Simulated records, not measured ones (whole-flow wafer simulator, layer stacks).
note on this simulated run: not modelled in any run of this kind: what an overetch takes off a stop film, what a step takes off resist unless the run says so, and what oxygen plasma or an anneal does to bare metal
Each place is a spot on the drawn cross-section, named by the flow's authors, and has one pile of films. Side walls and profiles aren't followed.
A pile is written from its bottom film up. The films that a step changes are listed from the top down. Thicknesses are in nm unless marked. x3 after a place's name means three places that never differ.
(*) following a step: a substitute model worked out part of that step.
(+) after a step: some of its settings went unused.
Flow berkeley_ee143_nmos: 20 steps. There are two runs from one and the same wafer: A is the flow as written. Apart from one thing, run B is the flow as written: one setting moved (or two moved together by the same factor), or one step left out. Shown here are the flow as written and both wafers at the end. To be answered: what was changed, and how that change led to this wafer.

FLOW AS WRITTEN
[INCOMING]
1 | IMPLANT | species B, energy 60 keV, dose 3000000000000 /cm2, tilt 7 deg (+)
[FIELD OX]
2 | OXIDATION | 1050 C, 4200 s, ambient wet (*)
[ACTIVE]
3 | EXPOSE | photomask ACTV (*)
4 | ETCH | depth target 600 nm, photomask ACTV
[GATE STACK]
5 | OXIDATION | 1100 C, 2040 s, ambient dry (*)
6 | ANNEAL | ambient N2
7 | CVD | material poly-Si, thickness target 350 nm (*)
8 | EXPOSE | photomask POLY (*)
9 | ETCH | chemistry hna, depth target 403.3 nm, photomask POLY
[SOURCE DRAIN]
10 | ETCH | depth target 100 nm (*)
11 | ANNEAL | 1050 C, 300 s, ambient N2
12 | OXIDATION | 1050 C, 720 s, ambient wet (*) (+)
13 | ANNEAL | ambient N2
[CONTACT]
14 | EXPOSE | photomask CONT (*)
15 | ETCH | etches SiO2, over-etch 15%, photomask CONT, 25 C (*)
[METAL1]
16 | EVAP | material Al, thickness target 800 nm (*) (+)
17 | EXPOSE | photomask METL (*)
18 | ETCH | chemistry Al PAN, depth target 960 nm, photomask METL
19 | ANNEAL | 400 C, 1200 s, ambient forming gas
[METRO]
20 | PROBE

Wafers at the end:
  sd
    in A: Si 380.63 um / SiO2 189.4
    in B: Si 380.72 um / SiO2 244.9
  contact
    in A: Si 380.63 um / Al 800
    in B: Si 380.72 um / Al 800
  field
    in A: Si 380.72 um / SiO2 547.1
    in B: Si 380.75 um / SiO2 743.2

What caused this: step 9, ETCH: depth target 277.3 nm was run, whereas the flow has depth target 403.3 nm.

Step by step, how the change led to this:
  9 | ETCH | chemistry hna, depth target 403.3 nm, photomask POLY
      sd, contact, field: A -350 poly-Si (all of it) | B -277.3 poly-Si
  10 | ETCH | depth target 100 nm (*)
      sd, contact: A -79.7 SiO2 (all of it) | B nothing
      field: A -100 SiO2 | B nothing
  12 | OXIDATION | 1050 C, 720 s, ambient wet (*) (+)
      sd, contact: A +189.4 SiO2 (new film), -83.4 Si | B -72.7 poly-Si (all of it), +165.2 SiO2
      field: A +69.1 SiO2, -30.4 Si | B -72.7 poly-Si (all of it), +165.2 SiO2
  15 | ETCH | etches SiO2, over-etch 15%, photomask CONT, 25 C (*)
      contact: A -189.4 SiO2 (all of it) | B -244.9 SiO2 (all of it)
